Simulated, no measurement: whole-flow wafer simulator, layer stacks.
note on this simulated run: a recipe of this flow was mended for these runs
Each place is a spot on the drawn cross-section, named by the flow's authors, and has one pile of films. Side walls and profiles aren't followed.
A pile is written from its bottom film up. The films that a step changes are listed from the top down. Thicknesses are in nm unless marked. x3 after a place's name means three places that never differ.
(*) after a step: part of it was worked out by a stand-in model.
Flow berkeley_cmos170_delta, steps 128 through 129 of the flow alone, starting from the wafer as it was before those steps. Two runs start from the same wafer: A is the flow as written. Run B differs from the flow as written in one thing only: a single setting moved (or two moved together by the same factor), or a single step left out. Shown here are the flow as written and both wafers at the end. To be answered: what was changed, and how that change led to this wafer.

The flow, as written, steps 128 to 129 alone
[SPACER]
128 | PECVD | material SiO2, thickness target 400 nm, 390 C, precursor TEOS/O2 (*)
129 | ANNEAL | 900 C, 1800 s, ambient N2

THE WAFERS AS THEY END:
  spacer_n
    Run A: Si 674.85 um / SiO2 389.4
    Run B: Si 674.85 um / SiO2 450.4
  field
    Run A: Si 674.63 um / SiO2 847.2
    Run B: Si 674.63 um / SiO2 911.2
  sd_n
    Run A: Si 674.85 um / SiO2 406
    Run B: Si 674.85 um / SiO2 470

What caused this: step 128, PECVD: thickness target 464 nm was run, while the flow as written has thickness target 400 nm.

How this came from the change, step by step:
  128 | PECVD | material SiO2, thickness target 400 nm, 390 C, precursor TEOS/O2 (*)
      field, sd_n, contact, m1: A +400 SiO2 | B +464 SiO2
      spacer_n, sd_p, spacer_p: A +383.7 SiO2 | B +444.7 SiO2
      (also at 2 further places)
